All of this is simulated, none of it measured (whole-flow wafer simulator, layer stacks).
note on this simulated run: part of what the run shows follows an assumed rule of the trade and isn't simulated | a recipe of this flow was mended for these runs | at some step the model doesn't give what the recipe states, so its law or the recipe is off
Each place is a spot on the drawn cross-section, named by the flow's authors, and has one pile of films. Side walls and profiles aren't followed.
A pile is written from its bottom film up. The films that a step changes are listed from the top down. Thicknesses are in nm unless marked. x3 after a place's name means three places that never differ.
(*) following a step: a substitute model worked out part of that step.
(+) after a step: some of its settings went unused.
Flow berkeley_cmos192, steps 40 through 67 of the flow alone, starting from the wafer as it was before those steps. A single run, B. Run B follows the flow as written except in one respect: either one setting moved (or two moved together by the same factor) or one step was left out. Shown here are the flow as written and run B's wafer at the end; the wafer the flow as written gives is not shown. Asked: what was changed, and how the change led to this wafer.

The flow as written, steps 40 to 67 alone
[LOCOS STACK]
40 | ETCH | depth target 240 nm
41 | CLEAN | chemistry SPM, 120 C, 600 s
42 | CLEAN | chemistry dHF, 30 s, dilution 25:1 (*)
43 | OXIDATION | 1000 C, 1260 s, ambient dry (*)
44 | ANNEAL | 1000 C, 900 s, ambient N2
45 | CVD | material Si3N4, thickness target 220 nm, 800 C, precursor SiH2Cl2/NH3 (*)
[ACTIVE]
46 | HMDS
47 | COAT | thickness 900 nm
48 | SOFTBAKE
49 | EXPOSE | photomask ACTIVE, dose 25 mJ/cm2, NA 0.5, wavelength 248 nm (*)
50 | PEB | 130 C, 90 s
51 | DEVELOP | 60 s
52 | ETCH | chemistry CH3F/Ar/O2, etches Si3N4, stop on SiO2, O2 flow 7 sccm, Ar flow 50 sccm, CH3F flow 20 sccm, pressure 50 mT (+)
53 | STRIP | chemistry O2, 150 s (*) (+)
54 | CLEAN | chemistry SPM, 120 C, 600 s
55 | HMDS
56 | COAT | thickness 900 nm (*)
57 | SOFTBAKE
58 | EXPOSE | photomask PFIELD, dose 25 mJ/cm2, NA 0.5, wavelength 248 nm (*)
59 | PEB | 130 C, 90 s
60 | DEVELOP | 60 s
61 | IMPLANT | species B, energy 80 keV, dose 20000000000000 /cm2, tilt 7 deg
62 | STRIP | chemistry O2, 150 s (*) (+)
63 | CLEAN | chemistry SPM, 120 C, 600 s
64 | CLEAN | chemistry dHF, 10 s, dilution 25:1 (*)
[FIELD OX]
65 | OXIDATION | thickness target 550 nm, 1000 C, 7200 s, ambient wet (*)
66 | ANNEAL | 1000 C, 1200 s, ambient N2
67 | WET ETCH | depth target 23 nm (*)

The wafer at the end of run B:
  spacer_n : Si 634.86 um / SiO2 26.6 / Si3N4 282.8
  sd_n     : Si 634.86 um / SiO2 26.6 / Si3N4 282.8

What caused this: step 45, CVD: 823 C was run, whereas the flow has 800 C.

The path from the change to this, step by step:
  45 | CVD | material Si3N4, thickness target 220 nm, 800 C, precursor SiH2Cl2/NH3 (*)
      field, sd_n, spacer_n and 6 more: +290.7 Si3N4 (new film) (as written it would have been: +220 Si3N4 (new film))
  52 | ETCH | chemistry CH3F/Ar/O2, etches Si3N4, stop on SiO2, O2 flow 7 sccm, Ar flow 50 sccm, CH3F flow 20 sccm, pressure 50 mT (+)
      sd_n, spacer_n, gate, sd_p, spacer_p, gate_p, contact, m1: -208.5 KrF-resist (as written it would have been: -161.3 KrF-resist)
      field: -290.7 Si3N4 (all of it), -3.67 SiO2 (as written it would have been: -220 Si3N4 (all of it), -3.67 SiO2)
  53 | STRIP | chemistry O2, 150 s (*) (+)
      sd_n, spacer_n, gate, sd_p, spacer_p, gate_p, contact, m1: -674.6 KrF-resist (all of it) (as written it would have been: -721.7 KrF-resist (all of it))
  56 | COAT | thickness 900 nm (*)
      field: +981.2 KrF-resist (new film) (as written it would have been: +961.2 KrF-resist (new film))
      sd_n: +749.5 KrF-resist (new film) (as written it would have been: +785.2 KrF-resist (new film))
      (as well as at 7 more places)
  60 | DEVELOP | 60 s
      field: -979 KrF-resist (all of it) (as written it would have been: -959 KrF-resist (all of it))
  62 | STRIP | chemistry O2, 150 s (*) (+)
      sd_n: -732.9 KrF-resist (all of it) (as written it would have been: -768.5 KrF-resist (all of it))
      spacer_n: -776.9 KrF-resist (all of it) (as written it would have been: -801.2 KrF-resist (all of it))
      (as well as at 6 more places)
  65 | OXIDATION | thickness target 550 nm, 1000 C, 7200 s, ambient wet (*)
      sd_n, sd_p: +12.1 SiO2 (new film), -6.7 Si3N4 (as written it would have been: +12.1 SiO2 (new film), -6.7 Si3N4, +0.06 SiO2, -0.06 Si)
      gate: +12.1 SiO2 (new film), -6.7 Si3N4 (as written it would have been: +12.1 SiO2 (new film), -6.7 Si3N4, +0.05 SiO2, -0.05 Si)
